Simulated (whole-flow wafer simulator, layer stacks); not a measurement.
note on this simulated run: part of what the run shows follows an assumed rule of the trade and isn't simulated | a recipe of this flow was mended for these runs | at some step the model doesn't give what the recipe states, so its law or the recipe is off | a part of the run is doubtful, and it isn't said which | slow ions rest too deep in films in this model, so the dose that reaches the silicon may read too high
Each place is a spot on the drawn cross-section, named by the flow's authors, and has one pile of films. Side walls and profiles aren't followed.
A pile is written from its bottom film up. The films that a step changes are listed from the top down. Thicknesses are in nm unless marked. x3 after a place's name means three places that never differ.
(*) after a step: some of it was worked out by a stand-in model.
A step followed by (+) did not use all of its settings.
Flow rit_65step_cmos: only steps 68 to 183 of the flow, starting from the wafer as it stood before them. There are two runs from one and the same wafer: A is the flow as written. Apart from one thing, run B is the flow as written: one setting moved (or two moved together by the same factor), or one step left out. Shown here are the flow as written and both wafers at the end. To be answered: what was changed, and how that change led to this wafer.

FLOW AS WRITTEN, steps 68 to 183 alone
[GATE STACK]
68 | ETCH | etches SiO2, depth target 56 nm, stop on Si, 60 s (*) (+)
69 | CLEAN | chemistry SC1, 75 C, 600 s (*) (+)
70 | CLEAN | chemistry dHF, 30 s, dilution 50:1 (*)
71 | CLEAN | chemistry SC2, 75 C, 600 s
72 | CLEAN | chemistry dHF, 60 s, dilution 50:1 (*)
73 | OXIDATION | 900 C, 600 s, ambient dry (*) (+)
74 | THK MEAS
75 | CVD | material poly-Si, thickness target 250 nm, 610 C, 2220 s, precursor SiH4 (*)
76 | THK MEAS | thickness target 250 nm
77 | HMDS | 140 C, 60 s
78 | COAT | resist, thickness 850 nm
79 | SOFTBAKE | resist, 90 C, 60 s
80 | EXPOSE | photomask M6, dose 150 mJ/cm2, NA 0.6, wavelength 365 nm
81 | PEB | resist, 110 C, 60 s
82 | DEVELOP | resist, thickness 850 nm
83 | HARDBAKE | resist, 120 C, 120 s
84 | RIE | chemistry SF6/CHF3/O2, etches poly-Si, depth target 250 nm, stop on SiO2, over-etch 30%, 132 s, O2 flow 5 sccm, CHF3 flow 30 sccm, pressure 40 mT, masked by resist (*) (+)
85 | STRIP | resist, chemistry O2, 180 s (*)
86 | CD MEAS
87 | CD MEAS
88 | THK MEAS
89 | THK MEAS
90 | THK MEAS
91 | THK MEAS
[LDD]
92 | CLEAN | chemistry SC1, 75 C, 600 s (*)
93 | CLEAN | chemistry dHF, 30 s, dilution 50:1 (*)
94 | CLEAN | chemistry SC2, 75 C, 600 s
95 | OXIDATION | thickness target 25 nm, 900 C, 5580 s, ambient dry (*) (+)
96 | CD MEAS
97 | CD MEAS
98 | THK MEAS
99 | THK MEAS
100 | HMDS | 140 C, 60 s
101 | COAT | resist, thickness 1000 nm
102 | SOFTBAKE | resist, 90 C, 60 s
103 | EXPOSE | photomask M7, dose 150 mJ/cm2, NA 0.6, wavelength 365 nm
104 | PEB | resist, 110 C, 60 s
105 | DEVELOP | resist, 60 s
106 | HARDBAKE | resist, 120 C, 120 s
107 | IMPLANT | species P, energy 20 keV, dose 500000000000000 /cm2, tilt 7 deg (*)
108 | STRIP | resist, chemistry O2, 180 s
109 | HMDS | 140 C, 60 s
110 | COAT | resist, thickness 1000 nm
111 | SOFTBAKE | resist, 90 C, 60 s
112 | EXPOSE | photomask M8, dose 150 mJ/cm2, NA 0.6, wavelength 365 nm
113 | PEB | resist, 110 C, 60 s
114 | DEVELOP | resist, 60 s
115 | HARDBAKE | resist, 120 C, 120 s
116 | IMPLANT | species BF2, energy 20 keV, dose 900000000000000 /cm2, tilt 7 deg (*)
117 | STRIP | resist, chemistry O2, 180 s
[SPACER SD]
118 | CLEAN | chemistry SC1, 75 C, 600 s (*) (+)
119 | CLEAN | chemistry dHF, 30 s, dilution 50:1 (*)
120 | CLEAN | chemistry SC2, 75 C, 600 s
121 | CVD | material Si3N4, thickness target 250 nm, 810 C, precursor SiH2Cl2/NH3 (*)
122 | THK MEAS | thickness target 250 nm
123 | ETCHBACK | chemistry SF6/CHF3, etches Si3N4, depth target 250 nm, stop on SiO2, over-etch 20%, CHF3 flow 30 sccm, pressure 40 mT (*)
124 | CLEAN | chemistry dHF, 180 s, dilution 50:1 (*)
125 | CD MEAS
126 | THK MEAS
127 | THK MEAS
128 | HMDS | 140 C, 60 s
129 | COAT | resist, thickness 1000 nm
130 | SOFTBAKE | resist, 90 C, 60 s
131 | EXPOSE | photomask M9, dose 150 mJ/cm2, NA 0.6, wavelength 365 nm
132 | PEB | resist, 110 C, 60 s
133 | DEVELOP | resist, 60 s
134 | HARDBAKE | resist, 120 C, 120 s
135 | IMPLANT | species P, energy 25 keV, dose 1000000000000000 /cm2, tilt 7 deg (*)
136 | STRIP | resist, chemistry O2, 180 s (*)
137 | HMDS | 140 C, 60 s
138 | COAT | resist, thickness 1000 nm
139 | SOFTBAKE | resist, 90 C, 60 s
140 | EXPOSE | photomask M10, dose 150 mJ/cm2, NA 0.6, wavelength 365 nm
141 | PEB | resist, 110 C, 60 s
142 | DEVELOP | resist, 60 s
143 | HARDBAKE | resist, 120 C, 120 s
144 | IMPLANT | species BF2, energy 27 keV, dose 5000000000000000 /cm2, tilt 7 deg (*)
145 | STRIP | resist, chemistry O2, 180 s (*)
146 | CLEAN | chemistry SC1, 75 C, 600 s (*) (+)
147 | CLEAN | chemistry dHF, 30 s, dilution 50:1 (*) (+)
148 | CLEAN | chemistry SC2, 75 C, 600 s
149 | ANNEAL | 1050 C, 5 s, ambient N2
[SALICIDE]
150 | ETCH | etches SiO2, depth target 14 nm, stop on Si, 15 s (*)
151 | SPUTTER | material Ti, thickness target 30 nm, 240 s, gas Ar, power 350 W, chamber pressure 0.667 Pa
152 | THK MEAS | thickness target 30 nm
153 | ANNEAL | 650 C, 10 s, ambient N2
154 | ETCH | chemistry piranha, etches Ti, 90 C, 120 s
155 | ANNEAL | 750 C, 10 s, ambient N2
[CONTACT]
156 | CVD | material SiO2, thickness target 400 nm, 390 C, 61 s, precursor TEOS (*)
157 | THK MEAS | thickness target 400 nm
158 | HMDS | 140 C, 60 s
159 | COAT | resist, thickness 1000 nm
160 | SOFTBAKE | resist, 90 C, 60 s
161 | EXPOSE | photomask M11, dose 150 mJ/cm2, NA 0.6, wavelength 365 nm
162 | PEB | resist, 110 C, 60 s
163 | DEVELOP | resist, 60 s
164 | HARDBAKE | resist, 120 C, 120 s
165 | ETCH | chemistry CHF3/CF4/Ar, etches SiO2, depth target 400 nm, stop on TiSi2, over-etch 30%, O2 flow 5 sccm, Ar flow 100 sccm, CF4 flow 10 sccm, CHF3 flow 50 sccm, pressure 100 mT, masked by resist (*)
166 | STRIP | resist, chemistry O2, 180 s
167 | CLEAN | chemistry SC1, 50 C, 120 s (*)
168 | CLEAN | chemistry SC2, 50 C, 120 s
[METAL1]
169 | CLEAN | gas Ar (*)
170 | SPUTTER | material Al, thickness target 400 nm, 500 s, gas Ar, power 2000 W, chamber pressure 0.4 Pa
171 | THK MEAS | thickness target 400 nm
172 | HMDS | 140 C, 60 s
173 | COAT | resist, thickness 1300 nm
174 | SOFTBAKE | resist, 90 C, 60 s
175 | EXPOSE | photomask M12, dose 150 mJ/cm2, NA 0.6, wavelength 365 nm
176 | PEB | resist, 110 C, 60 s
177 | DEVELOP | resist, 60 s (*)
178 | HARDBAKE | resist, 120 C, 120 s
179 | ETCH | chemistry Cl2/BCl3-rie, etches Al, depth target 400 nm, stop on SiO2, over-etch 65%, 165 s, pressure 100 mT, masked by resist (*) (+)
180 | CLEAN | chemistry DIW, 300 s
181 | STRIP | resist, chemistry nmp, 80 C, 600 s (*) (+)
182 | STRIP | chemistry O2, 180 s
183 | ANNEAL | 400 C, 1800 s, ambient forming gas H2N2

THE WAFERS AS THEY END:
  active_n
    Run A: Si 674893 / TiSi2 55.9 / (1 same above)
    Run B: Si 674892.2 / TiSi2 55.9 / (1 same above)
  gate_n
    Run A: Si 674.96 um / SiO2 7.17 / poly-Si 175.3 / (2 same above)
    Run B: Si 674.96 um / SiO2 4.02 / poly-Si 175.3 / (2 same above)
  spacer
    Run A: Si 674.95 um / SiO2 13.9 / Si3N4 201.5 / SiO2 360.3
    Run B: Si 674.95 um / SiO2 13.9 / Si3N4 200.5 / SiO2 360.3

What caused this: step 73, OXIDATION: 200 s was run, whereas the flow has 600 s.

Step by step, how the change led to this:
  73 | OXIDATION | 900 C, 600 s, ambient dry (*) (+)
      active_n, active_p, gate_n and 7 more: A SiO2 gains 7.17 (new film), Si loses 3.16 | B SiO2 gains 4.02 (new film), Si loses 1.77
  92 | CLEAN | chemistry SC1, 75 C, 600 s (*)
      active_n, active_p, spacer, spacer_p, sd_n, sd_p, contact, m1: A SiO2 loses 2.05 | B chemical SiO2 gains 0.6 (new film), SiO2 loses 1.26 (all of it), Si loses 2.15
  93 | CLEAN | chemistry dHF, 30 s, dilution 50:1 (*)
      active_n, active_p, spacer, spacer_p, sd_n, sd_p, contact, m1: A SiO2 loses 2.36 (all of it) | B chemical SiO2 loses 0.6 (all of it)
  123 | ETCHBACK | chemistry SF6/CHF3, etches Si3N4, depth target 250 nm, stop on SiO2, over-etch 20%, CHF3 flow 30 sccm, pressure 40 mT (*)
      spacer, spacer_p: A Si3N4 loses 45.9 | B Si3N4 loses 46.9
